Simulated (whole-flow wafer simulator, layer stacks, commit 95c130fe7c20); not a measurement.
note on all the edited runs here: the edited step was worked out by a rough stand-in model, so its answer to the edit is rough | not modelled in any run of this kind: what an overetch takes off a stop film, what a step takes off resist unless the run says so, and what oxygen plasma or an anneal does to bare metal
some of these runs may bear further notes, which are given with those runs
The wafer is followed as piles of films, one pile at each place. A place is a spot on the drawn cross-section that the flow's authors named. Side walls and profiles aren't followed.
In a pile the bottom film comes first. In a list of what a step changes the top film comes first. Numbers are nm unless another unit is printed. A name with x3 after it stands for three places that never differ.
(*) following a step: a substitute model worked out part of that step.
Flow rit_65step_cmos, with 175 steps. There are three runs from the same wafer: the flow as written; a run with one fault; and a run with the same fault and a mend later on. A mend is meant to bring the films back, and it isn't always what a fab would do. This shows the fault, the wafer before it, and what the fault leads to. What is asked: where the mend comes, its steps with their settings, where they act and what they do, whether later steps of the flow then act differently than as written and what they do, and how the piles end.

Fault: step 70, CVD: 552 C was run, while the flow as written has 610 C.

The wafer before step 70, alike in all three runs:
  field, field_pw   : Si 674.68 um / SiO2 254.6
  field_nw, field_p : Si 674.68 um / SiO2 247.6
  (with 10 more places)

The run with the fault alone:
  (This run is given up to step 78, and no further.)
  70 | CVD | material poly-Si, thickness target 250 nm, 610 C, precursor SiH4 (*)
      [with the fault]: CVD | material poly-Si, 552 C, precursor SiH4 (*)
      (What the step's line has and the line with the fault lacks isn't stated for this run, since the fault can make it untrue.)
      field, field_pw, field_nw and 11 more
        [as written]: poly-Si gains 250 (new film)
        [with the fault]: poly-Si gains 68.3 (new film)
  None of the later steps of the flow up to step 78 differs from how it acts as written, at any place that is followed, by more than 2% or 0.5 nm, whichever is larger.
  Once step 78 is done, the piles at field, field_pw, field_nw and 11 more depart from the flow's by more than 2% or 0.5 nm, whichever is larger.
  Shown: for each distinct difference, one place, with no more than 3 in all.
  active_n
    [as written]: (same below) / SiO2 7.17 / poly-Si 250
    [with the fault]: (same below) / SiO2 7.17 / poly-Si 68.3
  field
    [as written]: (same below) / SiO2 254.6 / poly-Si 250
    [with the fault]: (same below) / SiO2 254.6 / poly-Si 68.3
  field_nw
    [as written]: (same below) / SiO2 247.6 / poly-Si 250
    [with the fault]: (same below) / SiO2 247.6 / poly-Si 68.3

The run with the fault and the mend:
  The mend follows step 71.
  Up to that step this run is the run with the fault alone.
  71a | ETCH | chemistry tmah, depth target 78.53 nm
      field, field_pw, field_nw and 11 more
        poly-Si loses 68.3 (all of it)
  71b | CLEAN | chemistry SC2, 75 C, 600 s (the flow's step 66 again)
      does not change any film at any place that is followed
  71c | CVD | material poly-Si, thickness target 250 nm, 610 C, precursor SiH4 (*) (the flow's step 70 again)
      field, field_pw, field_nw and 11 more
        poly-Si gains 250 (new film)
  None of the later steps of the flow acts differently than as written at any place that is followed.
  The piles end the same as the flow's at every place that both follow.
